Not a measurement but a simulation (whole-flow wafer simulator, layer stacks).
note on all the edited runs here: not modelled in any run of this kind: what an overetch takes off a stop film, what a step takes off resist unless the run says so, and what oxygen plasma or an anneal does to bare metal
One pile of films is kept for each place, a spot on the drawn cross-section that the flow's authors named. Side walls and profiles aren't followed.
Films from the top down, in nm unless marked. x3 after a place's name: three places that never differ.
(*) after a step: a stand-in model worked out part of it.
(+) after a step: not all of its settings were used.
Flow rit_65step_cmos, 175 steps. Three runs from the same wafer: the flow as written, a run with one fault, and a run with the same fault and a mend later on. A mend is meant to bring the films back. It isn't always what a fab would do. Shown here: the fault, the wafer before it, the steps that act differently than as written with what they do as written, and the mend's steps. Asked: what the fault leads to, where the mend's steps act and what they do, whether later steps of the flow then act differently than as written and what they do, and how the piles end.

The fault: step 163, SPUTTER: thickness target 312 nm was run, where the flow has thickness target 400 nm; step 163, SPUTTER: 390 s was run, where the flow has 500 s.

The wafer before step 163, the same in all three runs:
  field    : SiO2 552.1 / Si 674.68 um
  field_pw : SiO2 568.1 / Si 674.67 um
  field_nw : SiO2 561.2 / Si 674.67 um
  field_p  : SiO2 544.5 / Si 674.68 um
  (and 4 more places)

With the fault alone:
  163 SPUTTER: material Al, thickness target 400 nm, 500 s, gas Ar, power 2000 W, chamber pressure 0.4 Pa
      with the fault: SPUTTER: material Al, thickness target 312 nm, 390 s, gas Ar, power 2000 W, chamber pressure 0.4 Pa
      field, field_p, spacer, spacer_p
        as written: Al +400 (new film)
        with the fault: Al +312 (new film)
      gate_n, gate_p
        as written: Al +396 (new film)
        with the fault: Al +312 (new film)
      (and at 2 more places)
  Later steps of the flow that act differently than as written (3 more steps differ only slightly, by at most 2% or 0.5 nm, whichever is larger, and aren't shown):
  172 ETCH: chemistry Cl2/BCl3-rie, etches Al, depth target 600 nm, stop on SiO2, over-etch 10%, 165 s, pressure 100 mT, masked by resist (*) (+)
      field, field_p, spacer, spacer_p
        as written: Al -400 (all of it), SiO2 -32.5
        with the fault: Al -312 (all of it), SiO2 -43.5
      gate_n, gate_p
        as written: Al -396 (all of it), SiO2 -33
        with the fault: Al -312 (all of it), SiO2 -43.5
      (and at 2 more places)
  At the end the piles differ from the flow's by more than 2% or 0.5 nm, whichever is larger, at field, field_pw, field_nw, field_p, gate_n, gate_p, spacer, spacer_p.
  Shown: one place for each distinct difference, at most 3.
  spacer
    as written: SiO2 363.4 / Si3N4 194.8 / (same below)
    with the fault: SiO2 352.4 / Si3N4 194.8 / (same below)
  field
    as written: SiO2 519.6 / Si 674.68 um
    with the fault: SiO2 508.6 / Si 674.68 um
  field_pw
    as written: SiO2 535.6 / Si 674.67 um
    with the fault: SiO2 524.6 / Si 674.67 um

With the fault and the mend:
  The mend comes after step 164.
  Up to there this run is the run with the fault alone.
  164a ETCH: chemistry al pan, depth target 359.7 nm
      field, field_p, gate_n, gate_p, spacer, spacer_p
        Al -312 (all of it)
      field_pw, field_nw
        Al -311.7 (all of it)
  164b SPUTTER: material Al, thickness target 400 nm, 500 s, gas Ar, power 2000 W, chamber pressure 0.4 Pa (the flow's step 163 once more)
      field, field_pw, field_p, spacer, spacer_p
        Al +400 (new film)
      gate_n, gate_p
        Al +396 (new film)
      field_nw
        Al +397.2 (new film)
  No later step of the flow acts differently than as written at any place that is followed.
  At the end the piles are the same as the flow's at every place that both follow.
